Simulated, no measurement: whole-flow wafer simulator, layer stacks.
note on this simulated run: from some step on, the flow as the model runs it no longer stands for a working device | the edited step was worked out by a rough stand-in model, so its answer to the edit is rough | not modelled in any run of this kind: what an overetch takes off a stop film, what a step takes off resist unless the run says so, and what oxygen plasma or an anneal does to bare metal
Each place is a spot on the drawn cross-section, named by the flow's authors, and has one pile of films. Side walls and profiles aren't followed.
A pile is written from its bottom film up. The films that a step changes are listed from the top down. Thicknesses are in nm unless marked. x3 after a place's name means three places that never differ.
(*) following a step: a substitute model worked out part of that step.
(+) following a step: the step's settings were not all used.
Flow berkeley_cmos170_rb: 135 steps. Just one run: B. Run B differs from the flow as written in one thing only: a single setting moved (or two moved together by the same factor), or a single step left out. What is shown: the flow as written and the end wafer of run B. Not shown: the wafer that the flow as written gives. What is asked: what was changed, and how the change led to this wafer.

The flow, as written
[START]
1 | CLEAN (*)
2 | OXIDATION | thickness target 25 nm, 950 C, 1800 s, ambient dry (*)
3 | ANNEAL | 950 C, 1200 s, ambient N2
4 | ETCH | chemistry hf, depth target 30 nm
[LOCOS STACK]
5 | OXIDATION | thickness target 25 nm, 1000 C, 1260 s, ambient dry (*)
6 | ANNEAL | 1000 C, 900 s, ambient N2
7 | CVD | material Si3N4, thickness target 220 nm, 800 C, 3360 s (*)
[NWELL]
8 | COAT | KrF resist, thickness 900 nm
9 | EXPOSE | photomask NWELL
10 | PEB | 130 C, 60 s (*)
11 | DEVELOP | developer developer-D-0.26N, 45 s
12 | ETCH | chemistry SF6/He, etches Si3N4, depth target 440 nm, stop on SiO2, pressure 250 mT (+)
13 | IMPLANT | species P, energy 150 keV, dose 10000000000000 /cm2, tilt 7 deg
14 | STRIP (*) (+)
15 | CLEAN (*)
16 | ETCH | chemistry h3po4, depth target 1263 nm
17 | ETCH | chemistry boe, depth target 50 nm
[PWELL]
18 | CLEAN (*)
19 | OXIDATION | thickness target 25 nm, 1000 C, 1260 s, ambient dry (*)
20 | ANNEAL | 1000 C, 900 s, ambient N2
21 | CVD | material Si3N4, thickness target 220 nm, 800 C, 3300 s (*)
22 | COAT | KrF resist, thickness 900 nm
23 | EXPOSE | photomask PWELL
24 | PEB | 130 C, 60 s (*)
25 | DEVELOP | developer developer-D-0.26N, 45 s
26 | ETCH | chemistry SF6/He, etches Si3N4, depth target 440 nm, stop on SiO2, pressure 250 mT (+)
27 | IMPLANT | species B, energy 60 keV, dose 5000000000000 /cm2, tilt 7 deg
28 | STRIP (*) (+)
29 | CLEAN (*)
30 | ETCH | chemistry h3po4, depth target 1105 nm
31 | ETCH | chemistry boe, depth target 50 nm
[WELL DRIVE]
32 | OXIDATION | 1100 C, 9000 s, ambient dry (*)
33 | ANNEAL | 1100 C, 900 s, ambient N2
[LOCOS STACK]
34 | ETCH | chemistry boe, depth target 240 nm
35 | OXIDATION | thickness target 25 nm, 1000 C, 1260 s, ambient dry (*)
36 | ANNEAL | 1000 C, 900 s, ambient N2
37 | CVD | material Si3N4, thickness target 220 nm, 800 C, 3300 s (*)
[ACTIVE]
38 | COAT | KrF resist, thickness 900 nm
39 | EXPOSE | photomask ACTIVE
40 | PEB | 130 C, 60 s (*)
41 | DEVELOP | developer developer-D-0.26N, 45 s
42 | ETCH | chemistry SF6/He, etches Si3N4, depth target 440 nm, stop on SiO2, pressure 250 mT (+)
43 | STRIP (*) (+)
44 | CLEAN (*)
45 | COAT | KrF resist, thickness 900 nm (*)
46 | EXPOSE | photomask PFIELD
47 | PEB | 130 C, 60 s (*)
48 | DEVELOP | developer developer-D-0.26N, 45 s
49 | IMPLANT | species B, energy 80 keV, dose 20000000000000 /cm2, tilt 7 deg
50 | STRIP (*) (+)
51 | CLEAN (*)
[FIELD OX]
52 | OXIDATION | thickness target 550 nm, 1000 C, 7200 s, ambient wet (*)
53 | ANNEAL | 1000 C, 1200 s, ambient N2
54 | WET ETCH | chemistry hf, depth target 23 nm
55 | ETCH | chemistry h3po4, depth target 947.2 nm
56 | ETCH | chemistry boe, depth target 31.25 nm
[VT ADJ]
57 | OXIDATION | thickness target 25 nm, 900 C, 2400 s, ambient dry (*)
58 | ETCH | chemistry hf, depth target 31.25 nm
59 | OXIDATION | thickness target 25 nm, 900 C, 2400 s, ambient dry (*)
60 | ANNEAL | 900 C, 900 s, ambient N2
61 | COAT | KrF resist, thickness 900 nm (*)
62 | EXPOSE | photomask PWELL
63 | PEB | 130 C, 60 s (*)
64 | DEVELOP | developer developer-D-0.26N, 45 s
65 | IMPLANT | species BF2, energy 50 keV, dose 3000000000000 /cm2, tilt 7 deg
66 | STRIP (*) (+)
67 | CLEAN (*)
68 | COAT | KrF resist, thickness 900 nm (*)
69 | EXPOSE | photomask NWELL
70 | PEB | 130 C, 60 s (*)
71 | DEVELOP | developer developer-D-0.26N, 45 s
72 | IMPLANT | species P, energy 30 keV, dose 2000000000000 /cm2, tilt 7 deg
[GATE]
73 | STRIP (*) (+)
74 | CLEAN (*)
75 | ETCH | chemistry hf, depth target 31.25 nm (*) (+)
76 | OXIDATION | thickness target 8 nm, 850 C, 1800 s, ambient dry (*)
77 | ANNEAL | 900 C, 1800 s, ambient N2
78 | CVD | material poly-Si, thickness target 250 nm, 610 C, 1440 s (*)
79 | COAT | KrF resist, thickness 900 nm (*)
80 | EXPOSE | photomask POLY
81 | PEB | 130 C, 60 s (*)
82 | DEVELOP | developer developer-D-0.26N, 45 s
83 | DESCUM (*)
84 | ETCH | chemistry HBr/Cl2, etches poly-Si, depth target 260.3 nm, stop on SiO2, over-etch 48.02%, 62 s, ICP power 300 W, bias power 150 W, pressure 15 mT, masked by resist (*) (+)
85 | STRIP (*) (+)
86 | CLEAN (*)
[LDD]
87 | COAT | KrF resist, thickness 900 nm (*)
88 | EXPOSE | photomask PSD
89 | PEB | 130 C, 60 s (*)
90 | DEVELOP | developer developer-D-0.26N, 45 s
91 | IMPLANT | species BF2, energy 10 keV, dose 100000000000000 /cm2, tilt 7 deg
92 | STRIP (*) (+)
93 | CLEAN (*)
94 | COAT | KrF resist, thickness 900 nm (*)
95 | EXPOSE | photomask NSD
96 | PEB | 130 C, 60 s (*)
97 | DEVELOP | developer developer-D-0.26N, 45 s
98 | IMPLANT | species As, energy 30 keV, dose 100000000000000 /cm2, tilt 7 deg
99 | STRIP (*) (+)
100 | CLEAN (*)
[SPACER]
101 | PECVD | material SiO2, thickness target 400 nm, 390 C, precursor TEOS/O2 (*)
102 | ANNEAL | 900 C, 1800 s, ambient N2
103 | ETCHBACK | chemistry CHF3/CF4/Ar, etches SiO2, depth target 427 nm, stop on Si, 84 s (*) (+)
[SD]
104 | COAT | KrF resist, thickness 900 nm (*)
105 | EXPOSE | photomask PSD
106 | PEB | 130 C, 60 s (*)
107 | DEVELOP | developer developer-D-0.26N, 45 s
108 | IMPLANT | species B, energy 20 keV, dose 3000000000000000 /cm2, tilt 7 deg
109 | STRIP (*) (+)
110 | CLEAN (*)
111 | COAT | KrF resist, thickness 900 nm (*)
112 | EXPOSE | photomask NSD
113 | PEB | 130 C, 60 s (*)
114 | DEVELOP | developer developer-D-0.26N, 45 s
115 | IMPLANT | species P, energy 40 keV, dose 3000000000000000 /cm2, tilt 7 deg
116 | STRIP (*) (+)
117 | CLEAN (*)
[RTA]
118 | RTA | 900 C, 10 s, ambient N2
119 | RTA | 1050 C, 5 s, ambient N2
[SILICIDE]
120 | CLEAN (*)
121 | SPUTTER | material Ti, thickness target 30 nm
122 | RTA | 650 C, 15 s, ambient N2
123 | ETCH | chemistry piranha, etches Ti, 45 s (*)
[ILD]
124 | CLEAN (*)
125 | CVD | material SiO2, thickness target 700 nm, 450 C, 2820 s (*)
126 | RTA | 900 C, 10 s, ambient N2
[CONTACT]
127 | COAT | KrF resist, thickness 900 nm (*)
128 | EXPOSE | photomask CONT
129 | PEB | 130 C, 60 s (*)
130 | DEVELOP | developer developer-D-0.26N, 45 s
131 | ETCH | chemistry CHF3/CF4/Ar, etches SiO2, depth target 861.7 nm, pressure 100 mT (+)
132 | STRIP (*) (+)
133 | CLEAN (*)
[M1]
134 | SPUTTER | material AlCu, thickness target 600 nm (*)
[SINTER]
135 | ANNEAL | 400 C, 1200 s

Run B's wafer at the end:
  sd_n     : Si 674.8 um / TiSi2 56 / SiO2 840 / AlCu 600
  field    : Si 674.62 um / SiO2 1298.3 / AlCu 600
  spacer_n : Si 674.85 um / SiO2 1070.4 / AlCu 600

What caused this: step 125, CVD: thickness target 840 nm was run, though the flow has thickness target 700 nm.
The wafer lets one read it off: sd_n has SiO2 840, and step 125 as written asks for 700 nm.

Step by step, how the change led to this:
  125 | CVD | material SiO2, thickness target 700 nm, 450 C, 2820 s (*)
      sd_n, gate, sd_p, gate_p, contact, m1: +840 SiO2 (new film) (as written it would have been: +700 SiO2 (new film))
      field, spacer_n, spacer_p: +840 SiO2 (as written it would have been: +700 SiO2)
  131 | ETCH | chemistry CHF3/CF4/Ar, etches SiO2, depth target 861.7 nm, pressure 100 mT (+)
      contact: -840 SiO2 (all of it), -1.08 TiSi2 (as written it would have been: -700 SiO2 (all of it), -8.08 TiSi2)
  134 | SPUTTER | material AlCu, thickness target 600 nm (*)
      contact: +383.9 AlCu (new film) (as written it would have been: +415.1 AlCu (new film))
